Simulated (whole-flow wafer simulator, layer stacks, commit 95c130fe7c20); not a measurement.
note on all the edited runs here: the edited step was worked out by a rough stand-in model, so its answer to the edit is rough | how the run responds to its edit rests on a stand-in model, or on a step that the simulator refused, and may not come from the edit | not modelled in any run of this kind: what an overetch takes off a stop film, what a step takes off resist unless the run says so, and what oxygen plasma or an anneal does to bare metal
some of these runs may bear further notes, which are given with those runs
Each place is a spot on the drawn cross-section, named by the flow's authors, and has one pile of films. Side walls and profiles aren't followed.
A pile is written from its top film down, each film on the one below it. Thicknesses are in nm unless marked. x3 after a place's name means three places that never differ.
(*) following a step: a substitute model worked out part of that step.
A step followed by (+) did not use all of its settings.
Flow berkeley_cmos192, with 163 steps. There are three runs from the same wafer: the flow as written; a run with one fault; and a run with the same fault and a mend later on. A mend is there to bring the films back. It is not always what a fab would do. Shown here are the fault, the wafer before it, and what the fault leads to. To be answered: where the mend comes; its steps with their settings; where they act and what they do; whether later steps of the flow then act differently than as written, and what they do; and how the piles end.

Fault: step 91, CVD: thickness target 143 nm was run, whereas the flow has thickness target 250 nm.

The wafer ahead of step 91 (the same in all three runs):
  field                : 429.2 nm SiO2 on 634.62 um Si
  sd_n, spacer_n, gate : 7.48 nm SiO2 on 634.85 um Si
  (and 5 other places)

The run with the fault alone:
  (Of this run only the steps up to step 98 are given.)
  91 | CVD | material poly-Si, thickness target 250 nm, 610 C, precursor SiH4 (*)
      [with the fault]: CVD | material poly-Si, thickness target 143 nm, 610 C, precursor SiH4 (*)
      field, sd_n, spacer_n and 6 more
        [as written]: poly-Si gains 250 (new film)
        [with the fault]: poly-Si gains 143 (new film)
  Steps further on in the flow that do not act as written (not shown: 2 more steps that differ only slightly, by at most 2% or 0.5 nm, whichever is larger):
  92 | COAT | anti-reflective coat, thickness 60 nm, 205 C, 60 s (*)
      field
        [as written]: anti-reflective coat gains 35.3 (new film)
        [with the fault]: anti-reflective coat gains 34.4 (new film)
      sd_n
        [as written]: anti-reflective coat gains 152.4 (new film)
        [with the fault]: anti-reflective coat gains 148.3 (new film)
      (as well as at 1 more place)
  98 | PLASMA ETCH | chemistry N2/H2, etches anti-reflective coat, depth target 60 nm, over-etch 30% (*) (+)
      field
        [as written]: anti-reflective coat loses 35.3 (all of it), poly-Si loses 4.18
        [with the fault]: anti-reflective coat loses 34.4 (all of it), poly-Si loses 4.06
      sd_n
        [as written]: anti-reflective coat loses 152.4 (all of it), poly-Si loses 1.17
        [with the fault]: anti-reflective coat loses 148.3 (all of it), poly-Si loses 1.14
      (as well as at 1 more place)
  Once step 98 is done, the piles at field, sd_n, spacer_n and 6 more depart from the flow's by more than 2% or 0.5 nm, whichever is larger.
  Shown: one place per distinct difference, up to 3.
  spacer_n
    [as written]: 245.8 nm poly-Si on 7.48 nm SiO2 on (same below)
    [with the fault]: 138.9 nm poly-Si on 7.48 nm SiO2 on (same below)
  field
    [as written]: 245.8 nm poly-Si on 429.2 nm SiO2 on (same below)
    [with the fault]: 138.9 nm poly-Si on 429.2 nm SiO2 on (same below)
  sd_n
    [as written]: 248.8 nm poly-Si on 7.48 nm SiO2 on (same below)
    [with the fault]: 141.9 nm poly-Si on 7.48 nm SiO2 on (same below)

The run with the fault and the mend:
  The mend follows step 91.
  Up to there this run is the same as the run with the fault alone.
  91a | CVD | material poly-Si, thickness target 107 nm, 610 C, precursor SiH4 (*) (the flow's step 91, run once more with other settings)
      field, sd_n, spacer_n and 6 more
        poly-Si gains 107
  Every later step of the flow that is run acts as written, at every place that is followed, to within 2% or 0.5 nm, whichever is larger.
  At every place that both follow, the piles at the end match the flow's.
